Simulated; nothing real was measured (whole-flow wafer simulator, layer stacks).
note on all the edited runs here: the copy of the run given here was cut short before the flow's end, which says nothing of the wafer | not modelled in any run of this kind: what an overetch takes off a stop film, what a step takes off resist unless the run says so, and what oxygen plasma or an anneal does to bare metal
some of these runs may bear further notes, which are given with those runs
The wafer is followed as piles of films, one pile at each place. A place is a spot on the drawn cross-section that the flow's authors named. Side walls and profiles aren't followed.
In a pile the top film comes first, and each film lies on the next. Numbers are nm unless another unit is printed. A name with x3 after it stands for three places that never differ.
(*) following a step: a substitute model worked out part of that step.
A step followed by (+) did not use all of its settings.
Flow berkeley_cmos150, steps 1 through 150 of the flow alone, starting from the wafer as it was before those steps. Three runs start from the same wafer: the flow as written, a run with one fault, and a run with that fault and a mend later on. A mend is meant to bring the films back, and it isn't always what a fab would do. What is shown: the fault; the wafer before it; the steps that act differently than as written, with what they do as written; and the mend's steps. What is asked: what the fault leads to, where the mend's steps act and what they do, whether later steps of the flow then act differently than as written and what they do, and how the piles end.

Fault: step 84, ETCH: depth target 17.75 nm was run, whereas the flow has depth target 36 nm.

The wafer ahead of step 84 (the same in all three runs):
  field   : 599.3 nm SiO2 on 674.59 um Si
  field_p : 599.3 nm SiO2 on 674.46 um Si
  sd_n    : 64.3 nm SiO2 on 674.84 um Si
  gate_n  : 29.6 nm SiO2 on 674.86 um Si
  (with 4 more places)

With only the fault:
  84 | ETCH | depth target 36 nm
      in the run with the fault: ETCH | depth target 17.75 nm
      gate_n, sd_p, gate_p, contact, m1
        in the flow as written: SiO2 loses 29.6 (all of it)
        in the run with the fault: SiO2 loses 17.8
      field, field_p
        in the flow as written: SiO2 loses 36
        in the run with the fault: SiO2 loses 17.8
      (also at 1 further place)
  Steps further on in the flow that do not act as written (not shown: 25 more steps that differ only slightly, by at most 2% or 0.5 nm, whichever is larger):
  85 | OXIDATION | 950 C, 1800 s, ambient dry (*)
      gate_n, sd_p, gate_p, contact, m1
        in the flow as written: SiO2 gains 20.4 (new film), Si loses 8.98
        in the run with the fault: SiO2 gains 16, Si loses 7.04
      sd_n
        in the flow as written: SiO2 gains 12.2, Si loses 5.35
        in the run with the fault: SiO2 gains 8.87, Si loses 3.9
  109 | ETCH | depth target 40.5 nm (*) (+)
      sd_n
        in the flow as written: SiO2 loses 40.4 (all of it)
        in the run with the fault: SiO2 loses 40.5
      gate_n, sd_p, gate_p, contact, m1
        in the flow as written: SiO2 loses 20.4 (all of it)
        in the run with the fault: SiO2 loses 27.8 (all of it)
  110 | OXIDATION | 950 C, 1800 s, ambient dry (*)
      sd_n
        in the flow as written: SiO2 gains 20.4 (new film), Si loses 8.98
        in the run with the fault: SiO2 gains 14.2, Si loses 6.24
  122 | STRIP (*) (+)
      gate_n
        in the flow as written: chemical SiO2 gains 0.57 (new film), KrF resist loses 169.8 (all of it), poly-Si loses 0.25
        in the run with the fault: chemical SiO2 gains 0.57 (new film), KrF resist loses 175.9 (all of it), poly-Si loses 0.25
  The piles end different from the flow's at field, field_p, sd_n by more than 2% or 0.5 nm, whichever is larger.
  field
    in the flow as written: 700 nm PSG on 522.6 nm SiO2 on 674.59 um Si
    in the run with the fault: 700 nm PSG on 540.7 nm SiO2 on 674.59 um Si
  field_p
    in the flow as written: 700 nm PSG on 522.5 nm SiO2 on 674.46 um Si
    in the run with the fault: 700 nm PSG on 540.7 nm SiO2 on 674.46 um Si
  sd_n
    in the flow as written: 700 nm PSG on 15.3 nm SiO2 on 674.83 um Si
    in the run with the fault: 700 nm PSG on 24 nm SiO2 on 674.83 um Si

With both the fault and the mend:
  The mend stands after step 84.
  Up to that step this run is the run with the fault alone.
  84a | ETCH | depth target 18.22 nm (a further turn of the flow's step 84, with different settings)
      gate_n, sd_p, gate_p, contact, m1
        SiO2 loses 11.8 (all of it)
      field, field_p, sd_n
        SiO2 loses 18.2
  Later steps of the flow that are run all act as written at every place that is followed, up to a difference of at most 2% or 0.5 nm, whichever is larger.
  At the end the piles are close to the flow's at the places that both follow, differing by at most 2% or 0.5 nm, whichever is larger.
